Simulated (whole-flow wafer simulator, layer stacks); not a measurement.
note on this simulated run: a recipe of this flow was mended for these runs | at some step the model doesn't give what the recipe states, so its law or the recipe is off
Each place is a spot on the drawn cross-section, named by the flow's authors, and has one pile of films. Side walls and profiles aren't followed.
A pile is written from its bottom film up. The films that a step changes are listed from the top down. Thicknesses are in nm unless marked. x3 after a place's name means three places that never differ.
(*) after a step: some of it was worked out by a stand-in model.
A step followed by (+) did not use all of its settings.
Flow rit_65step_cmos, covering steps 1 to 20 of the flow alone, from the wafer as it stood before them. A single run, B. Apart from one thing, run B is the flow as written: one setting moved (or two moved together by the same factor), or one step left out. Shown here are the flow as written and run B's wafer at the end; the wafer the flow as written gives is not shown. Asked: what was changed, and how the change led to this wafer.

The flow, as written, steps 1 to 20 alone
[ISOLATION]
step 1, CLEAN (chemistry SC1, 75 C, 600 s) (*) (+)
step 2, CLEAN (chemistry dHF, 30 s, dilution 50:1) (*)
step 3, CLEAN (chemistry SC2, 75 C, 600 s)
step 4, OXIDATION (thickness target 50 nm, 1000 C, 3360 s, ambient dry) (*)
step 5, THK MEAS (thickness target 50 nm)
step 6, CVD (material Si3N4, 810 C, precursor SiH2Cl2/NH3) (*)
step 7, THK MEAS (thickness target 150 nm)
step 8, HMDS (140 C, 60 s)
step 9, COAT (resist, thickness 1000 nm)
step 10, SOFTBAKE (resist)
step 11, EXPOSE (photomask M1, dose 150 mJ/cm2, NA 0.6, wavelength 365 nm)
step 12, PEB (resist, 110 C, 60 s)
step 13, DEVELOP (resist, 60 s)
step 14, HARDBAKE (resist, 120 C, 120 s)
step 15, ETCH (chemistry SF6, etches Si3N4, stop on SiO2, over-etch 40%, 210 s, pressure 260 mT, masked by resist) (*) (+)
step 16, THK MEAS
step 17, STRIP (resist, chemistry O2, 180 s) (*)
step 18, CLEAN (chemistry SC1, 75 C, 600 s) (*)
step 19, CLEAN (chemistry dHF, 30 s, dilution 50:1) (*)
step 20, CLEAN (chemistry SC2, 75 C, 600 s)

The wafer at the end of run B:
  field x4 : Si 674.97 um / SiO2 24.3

What caused this: step 18, CLEAN: 61 C was run, while the flow as written has 75 C.

Step by step, how the change led to this:
  step 18, CLEAN (chemistry SC1, 75 C, 600 s) (*)
      field x4: -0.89 SiO2 (in the flow as written it would be: -2.05 SiO2)
